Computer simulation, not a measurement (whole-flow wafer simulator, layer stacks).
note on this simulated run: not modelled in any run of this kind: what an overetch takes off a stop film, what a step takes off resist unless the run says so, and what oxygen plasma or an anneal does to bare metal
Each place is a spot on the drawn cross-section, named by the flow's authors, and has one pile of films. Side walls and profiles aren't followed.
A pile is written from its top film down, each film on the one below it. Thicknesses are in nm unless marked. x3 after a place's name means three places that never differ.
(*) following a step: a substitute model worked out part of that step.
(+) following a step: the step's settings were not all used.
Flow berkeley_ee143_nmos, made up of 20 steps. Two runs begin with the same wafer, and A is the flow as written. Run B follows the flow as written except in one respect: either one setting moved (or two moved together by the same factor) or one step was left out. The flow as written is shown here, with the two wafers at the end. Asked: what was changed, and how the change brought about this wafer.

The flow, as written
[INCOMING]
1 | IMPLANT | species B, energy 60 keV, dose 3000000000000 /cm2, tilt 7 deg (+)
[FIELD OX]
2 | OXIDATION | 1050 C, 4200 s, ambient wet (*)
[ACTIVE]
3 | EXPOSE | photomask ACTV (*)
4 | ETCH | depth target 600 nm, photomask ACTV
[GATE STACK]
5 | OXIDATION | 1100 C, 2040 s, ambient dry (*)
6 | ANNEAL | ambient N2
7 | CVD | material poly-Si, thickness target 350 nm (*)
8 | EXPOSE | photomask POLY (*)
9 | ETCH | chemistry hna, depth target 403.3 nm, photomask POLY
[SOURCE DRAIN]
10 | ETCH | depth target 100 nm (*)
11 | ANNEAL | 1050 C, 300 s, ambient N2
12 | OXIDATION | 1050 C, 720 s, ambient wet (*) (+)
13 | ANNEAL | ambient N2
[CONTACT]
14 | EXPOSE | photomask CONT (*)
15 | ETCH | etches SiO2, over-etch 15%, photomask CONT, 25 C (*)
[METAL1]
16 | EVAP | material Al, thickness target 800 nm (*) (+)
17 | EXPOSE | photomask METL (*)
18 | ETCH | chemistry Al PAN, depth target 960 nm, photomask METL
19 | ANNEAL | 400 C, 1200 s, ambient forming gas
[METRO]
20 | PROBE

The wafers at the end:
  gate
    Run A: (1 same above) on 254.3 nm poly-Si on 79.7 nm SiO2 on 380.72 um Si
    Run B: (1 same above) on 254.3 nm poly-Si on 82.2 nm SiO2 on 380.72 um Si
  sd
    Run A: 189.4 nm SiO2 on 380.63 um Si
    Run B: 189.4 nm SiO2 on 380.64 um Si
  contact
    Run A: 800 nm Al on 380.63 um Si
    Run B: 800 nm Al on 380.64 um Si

What caused this: step 4, ETCH: depth target 553 nm was run, whereas the flow has depth target 600 nm.

Step by step, how the change led to this:
  4 | ETCH | depth target 600 nm, photomask ACTV
      gate, sd, contact: A SiO2 loses 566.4 (all of it) | B SiO2 loses 553
  5 | OXIDATION | 1100 C, 2040 s, ambient dry (*)
      gate, sd, contact: A SiO2 gains 79.7 (new film), Si loses 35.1 | B SiO2 gains 68.9, Si loses 30.3
  10 | ETCH | depth target 100 nm (*)
      sd, contact: A SiO2 loses 79.7 (all of it) | B SiO2 loses 82.2 (all of it)
